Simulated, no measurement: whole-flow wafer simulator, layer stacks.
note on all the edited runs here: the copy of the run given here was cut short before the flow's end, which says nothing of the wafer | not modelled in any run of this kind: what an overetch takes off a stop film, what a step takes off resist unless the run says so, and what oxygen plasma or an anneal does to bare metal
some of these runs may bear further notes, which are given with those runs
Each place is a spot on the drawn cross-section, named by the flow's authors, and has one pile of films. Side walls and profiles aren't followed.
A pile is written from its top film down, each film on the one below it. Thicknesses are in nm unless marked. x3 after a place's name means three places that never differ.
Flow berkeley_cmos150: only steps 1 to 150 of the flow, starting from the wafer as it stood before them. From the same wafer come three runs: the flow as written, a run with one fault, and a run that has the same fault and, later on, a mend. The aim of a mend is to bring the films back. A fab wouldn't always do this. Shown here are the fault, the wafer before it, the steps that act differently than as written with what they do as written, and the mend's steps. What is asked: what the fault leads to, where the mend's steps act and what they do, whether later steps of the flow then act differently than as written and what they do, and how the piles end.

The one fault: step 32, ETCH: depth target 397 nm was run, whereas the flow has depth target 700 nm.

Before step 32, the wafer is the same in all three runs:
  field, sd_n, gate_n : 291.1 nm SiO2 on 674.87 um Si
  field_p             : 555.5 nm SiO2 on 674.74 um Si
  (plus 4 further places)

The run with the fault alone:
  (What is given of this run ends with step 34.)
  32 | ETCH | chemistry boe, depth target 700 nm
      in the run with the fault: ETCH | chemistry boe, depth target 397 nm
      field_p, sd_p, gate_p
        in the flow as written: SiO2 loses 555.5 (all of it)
        in the run with the fault: SiO2 loses 397
  Later steps of the flow acting differently than as written:
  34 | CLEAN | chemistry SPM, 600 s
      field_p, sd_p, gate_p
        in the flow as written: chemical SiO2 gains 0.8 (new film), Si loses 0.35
        in the run with the fault: nothing
  After step 34, at field_p, sd_p, gate_p, the piles differ from the flow's by more than 2% or 0.5 nm, whichever is larger.
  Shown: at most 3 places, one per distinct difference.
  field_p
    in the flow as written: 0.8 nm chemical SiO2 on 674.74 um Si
    in the run with the fault: 158.5 nm SiO2 on 674.74 um Si

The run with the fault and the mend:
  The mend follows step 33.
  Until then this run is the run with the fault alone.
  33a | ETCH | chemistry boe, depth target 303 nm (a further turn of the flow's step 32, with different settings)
      field_p, sd_p, gate_p
        SiO2 loses 158.5 (all of it)
  Every later step of the flow that is run acts as written at every place that is followed.
  By the end, the piles equal the flow's at every place that both follow.
